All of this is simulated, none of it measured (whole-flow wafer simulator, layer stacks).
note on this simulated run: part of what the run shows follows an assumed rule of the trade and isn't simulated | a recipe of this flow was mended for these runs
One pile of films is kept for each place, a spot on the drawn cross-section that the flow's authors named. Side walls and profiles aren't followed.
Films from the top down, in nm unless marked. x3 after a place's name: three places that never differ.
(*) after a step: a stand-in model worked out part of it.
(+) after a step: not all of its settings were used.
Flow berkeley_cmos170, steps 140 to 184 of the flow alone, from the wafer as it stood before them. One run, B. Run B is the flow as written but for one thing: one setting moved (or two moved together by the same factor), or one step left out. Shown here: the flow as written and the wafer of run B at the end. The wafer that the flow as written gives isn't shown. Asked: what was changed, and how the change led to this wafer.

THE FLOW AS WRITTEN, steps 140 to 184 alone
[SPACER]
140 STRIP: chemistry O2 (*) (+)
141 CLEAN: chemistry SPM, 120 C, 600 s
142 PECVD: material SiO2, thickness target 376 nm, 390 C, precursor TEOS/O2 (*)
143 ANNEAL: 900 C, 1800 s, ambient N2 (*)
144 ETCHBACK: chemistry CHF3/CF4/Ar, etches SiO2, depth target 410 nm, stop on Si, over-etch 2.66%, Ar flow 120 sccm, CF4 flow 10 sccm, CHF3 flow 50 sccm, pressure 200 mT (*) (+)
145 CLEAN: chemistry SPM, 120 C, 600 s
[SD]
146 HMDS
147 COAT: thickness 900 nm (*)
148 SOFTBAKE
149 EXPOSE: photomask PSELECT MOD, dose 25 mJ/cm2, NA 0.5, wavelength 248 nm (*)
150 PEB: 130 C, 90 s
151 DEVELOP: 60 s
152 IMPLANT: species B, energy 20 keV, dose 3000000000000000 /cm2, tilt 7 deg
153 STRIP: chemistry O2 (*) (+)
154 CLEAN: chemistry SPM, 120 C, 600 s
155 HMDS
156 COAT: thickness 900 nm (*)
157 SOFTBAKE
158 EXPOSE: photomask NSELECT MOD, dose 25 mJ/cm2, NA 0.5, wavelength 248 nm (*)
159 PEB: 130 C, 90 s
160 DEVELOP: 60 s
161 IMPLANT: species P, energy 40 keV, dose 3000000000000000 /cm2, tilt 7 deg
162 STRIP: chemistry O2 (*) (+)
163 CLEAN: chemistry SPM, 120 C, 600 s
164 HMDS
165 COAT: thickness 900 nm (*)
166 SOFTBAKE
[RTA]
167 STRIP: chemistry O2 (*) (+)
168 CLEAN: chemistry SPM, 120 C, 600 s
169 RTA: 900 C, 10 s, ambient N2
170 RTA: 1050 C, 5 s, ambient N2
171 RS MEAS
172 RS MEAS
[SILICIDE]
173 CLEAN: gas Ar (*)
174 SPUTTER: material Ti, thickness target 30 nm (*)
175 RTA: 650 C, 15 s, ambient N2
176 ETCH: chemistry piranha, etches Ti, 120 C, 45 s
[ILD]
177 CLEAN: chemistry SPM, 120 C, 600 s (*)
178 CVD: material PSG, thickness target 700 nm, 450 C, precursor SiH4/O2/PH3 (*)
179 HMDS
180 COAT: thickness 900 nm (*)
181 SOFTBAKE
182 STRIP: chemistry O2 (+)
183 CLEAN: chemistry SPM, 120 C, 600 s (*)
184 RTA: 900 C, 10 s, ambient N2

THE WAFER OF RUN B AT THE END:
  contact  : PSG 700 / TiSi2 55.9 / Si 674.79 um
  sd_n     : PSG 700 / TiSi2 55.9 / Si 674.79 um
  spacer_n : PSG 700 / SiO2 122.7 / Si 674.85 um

The cause: step 142, PECVD: thickness target 320 nm was run, where the flow has thickness target 376 nm.

How the change led to this, step by step:
  142 PECVD: material SiO2, thickness target 376 nm, 390 C, precursor TEOS/O2 (*)
      field, mark, sd_n and 8 more: SiO2 +320 (as written it would be: SiO2 +376)
      gate_n, gate_p: SiO2 +320 (new film) (as written it would be: SiO2 +376 (new film))
  143 ANNEAL: 900 C, 1800 s, ambient N2 (*)
      field, mark, sd_n and 10 more: SiO2 -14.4 (as written it would be: SiO2 -16.9)
  144 ETCHBACK: chemistry CHF3/CF4/Ar, etches SiO2, depth target 410 nm, stop on Si, over-etch 2.66%, Ar flow 120 sccm, CF4 flow 10 sccm, CHF3 flow 50 sccm, pressure 200 mT (*) (+)
      mark, sd_n, sd_p, contact, m1, via1, m2, via2: SiO2 -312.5 (all of it), Si -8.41 (as written it would be: SiO2 -366 (all of it), Si -3.55)
      gate_n, gate_p: SiO2 -305.6 (all of it), chemical SiO2 -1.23 (all of it), poly-Si -8.41 (as written it would be: SiO2 -359.1 (all of it), chemical SiO2 -1.23 (all of it), poly-Si -3.55)
  147 COAT: thickness 900 nm (*)
      sd_n: KrF-resist +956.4 (new film) (as written it would be: KrF-resist +982.3 (new film))
      spacer_n: KrF-resist +844.9 (new film) (as written it would be: KrF-resist +821 (new film))
      (and at 5 more places)
  151 DEVELOP: 60 s
      sd_p: KrF-resist -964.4 (all of it) (as written it would be: KrF-resist -988.2 (all of it))
      spacer_p: KrF-resist -839.2 (all of it) (as written it would be: KrF-resist -813.2 (all of it))
      (and at 1 more place)
  153 STRIP: chemistry O2 (*) (+)
      sd_n: KrF-resist -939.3 (all of it), chemical SiO2 +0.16, Si -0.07 (as written it would be: KrF-resist -965.2 (all of it), chemical SiO2 +0.17, Si -0.07)
      spacer_n: KrF-resist -828.1 (all of it) (as written it would be: KrF-resist -804.3 (all of it))
      (and at 2 more places)
  156 COAT: thickness 900 nm (*)
      sd_n: KrF-resist +956.4 (new film) (as written it would be: KrF-resist +982.3 (new film))
      spacer_n: KrF-resist +844.9 (new film) (as written it would be: KrF-resist +821.1 (new film))
      (and at 5 more places)
  160 DEVELOP: 60 s
      sd_n: KrF-resist -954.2 (all of it) (as written it would be: KrF-resist -980.1 (all of it))
      spacer_n: KrF-resist -843.1 (all of it) (as written it would be: KrF-resist -819.3 (all of it))
      (and at 2 more places)
  162 STRIP: chemistry O2 (*) (+)
      sd_p: KrF-resist -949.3 (all of it), chemical SiO2 +0.07 (as written it would be: KrF-resist -973.2 (all of it), chemical SiO2 +0.07)
      spacer_p: KrF-resist -824.4 (all of it) (as written it would be: KrF-resist -798.3 (all of it))
      (and at 1 more place)
  165 COAT: thickness 900 nm (*)
      sd_n: KrF-resist +956.3 (new film) (as written it would be: KrF-resist +982.2 (new film))
      spacer_n: KrF-resist +845 (new film) (as written it would be: KrF-resist +821.1 (new film))
      (and at 5 more places)
  167 STRIP: chemistry O2 (*) (+)
      gate_n: KrF-resist -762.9 (all of it), chemical SiO2 +0.06 (as written it would be: KrF-resist -787.9 (all of it), chemical SiO2 +0.06, poly-Si -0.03)
      gate_p: KrF-resist -759 (all of it), chemical SiO2 +0.06 (as written it would be: KrF-resist -781.7 (all of it), chemical SiO2 +0.06, poly-Si -0.03)
      (and at 5 more places)
  180 COAT: thickness 900 nm (*)
      sd_n: KrF-resist +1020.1 (new film) (as written it would be: KrF-resist +1042.1 (new film))
      spacer_n: KrF-resist +899.9 (new film) (as written it would be: KrF-resist +873 (new film))
      (and at 6 more places)
  182 STRIP: chemistry O2 (+)
      sd_n: KrF-resist -1020.1 (all of it) (as written it would be: KrF-resist -1042.1 (all of it))
      spacer_n: KrF-resist -899.9 (all of it) (as written it would be: KrF-resist -873 (all of it))
      (and at 6 more places)
